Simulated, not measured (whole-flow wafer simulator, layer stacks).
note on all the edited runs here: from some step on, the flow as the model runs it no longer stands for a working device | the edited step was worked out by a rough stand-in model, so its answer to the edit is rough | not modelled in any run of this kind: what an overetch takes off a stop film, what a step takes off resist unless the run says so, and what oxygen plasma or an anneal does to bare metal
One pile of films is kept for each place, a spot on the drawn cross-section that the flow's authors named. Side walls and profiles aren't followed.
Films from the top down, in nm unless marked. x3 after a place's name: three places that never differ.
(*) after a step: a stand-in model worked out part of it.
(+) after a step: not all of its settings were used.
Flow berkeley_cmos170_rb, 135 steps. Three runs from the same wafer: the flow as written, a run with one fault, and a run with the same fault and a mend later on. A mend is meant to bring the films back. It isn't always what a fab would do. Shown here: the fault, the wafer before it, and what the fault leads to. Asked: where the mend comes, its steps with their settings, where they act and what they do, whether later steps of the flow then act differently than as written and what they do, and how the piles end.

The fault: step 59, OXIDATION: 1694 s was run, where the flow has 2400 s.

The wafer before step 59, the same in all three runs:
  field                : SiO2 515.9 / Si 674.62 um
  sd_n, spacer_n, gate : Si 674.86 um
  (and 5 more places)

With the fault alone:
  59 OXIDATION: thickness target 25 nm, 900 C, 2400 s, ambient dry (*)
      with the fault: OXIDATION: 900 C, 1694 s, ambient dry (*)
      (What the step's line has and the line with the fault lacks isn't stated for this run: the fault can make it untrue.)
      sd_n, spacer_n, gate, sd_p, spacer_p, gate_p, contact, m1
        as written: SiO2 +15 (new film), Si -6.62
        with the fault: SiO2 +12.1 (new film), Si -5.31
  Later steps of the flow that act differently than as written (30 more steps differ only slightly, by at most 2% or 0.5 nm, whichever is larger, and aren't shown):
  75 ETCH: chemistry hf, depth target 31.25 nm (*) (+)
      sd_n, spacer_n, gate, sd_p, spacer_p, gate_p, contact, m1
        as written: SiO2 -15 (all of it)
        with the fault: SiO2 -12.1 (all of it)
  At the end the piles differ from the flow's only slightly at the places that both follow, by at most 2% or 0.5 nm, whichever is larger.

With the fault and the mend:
  The mend comes after step 64.
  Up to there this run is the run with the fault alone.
  64a STRIP (*) (+)
      sd_p
        KrF resist -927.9 (all of it)
      spacer_p
        KrF resist -911.1 (all of it)
      gate_p
        KrF resist -910.3 (all of it)
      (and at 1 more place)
  64b CLEAN (*) (the flow's step 51 once more)
      changes no film at any place that is followed
  64c OXIDATION: 900 C, 697 s, ambient dry (*) (the flow's step 59 once more, with other settings)
      sd_n, spacer_n, gate, sd_p, spacer_p, gate_p, contact, m1
        SiO2 +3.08, Si -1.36
      field
        SiO2 +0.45, Si -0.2
  64d COAT: KrF resist, thickness 900 nm (*) (the flow's step 61 once more)
      field
        KrF resist +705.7 (new film)
      sd_n
        KrF resist +957.4 (new film)
      spacer_n
        KrF resist +924.9 (new film)
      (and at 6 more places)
  64e EXPOSE: photomask PWELL (the flow's step 62 once more)
      changes no film at any place that is followed
  64f PEB: 130 C, 60 s (*) (the flow's step 63 once more)
      changes no film at any place that is followed
  64g DEVELOP: developer developer-D-0.26N, 45 s (the flow's step 64 once more)
      sd_p, spacer_p, gate_p, m1
        KrF resist -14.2
      field
        KrF resist -705.7 (all of it)
      sd_n
        KrF resist -957.4 (all of it)
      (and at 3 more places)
  No later step of the flow acts differently than as written, at any place that is followed, by more than 2% or 0.5 nm, whichever is larger.
  At the end the piles differ from the flow's only slightly at the places that both follow, by at most 2% or 0.5 nm, whichever is larger.
